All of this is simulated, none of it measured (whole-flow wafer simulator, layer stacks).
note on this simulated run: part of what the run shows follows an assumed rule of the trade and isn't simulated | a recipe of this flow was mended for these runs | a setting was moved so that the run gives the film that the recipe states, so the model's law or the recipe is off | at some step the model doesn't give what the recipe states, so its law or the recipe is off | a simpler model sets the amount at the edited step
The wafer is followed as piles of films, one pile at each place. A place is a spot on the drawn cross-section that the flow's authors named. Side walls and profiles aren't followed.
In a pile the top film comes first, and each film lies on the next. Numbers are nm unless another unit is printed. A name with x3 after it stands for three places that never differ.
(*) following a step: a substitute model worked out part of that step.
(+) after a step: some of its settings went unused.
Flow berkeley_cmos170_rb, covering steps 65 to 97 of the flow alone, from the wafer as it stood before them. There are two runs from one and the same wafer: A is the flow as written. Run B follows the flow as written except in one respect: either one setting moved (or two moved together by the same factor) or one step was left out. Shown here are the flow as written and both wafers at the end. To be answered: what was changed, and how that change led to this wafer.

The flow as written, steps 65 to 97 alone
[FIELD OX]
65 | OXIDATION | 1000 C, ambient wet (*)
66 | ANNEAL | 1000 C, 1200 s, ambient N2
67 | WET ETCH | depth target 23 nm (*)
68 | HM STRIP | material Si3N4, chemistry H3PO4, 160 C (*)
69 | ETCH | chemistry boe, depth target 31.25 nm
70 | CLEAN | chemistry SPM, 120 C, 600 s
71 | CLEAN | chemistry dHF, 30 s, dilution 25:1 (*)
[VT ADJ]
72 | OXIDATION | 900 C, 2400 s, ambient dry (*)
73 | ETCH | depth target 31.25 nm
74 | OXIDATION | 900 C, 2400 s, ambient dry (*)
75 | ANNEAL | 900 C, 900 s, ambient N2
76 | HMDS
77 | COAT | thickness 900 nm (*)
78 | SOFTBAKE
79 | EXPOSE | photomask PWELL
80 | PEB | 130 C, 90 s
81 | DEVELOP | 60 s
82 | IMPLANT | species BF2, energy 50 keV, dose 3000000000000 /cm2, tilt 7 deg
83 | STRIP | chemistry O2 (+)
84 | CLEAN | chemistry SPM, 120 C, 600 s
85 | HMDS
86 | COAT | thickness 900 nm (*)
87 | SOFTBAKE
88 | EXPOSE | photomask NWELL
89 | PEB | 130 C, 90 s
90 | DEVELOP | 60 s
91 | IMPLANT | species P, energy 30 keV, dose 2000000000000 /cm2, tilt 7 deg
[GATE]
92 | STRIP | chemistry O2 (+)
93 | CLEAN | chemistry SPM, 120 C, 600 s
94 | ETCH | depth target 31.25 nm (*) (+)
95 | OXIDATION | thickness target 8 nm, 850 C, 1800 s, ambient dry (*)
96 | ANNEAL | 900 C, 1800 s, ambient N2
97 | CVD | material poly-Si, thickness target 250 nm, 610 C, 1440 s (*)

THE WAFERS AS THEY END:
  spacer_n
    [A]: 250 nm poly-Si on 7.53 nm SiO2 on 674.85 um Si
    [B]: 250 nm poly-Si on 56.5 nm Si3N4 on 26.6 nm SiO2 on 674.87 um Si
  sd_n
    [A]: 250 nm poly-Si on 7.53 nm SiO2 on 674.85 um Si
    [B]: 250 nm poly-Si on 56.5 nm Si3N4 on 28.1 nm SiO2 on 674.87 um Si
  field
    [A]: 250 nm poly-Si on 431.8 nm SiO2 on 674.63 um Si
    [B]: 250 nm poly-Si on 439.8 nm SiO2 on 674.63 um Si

What caused this: step 68, HM STRIP: 139 C was run, though the flow has 160 C.

The path from the change to this, step by step:
  68 | HM STRIP | material Si3N4, chemistry H3PO4, 160 C (*)
      sd_n, spacer_n, gate, sd_p, spacer_p, gate_p, contact, m1: A -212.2 Si3N4 (all of it), -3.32 SiO2 | B -151.7 Si3N4
      field: A -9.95 SiO2 | B -1.94 SiO2
  69 | ETCH | chemistry boe, depth target 31.25 nm
      spacer_n, spacer_p, gate_p, contact, m1: A -23.2 SiO2 (all of it) | B -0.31 Si3N4
      gate, sd_p: A -23.3 SiO2 (all of it) | B -0.31 Si3N4
      (and at 1 other place as well)
  70 | CLEAN | chemistry SPM, 120 C, 600 s
      sd_n, spacer_n, gate, sd_p, spacer_p, gate_p, contact, m1: A +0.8 chemical SiO2 (new film), -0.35 Si | B nothing
  71 | CLEAN | chemistry dHF, 30 s, dilution 25:1 (*)
      sd_n, spacer_n, gate, sd_p, spacer_p, gate_p, contact, m1: A -0.8 chemical SiO2 (all of it) | B -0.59 Si3N4
  72 | OXIDATION | 900 C, 2400 s, ambient dry (*)
      sd_n, spacer_n, gate, sd_p, spacer_p, gate_p, contact, m1: A +15 SiO2 (new film), -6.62 Si | B nothing
  73 | ETCH | depth target 31.25 nm
      sd_n, spacer_n, gate, sd_p, spacer_p, gate_p, contact, m1: A -15 SiO2 (all of it) | B -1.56 Si3N4
  74 | OXIDATION | 900 C, 2400 s, ambient dry (*)
      sd_n, spacer_n, gate, sd_p, spacer_p, gate_p, contact, m1: A +15 SiO2 (new film), -6.62 Si | B nothing
  77 | COAT | thickness 900 nm (*)
      field: A +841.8 KrF-resist (new film) | B +861.5 KrF-resist (new film)
      sd_n: A +1014.8 KrF-resist (new film) | B +974.3 KrF-resist (new film)
      (and at 7 other places as well)
  81 | DEVELOP | 60 s
      spacer_n, gate: A -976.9 KrF-resist (all of it) | B -951.4 KrF-resist (all of it)
      field: A -839.9 KrF-resist (all of it) | B -859.6 KrF-resist (all of it)
      (and at 3 other places as well)
  83 | STRIP | chemistry O2 (+)
      sd_p: A -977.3 KrF-resist (all of it) | B -945.4 KrF-resist (all of it)
      spacer_p: A -958.6 KrF-resist (all of it) | B -933.7 KrF-resist (all of it)
      (and at 1 other place as well)
  86 | COAT | thickness 900 nm (*)
      field: A +841.8 KrF-resist (new film) | B +861.5 KrF-resist (new film)
      sd_n: A +1014.8 KrF-resist (new film) | B +974.3 KrF-resist (new film)
      (and at 7 other places as well)
  90 | DEVELOP | 60 s
      sd_p: A -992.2 KrF-resist (all of it) | B -960.3 KrF-resist (all of it)
      spacer_p: A -973.6 KrF-resist (all of it) | B -948.7 KrF-resist (all of it)
      (and at 1 other place as well)
  92 | STRIP | chemistry O2 (+)
      field: A -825 KrF-resist (all of it) | B -844.7 KrF-resist (all of it)
      sd_n: A -997.5 KrF-resist (all of it) | B -957.2 KrF-resist (all of it)
      (and at 4 other places as well)
  94 | ETCH | depth target 31.25 nm (*) (+)
      sd_n, spacer_n, gate, sd_p, spacer_p, gate_p, contact, m1: A -15 SiO2 (all of it) | B -1.56 Si3N4
  95 | OXIDATION | thickness target 8 nm, 850 C, 1800 s, ambient dry (*)
      sd_n, spacer_n, gate, sd_p, spacer_p, gate_p, contact, m1: A +7.53 SiO2 (new film), -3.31 Si | B nothing
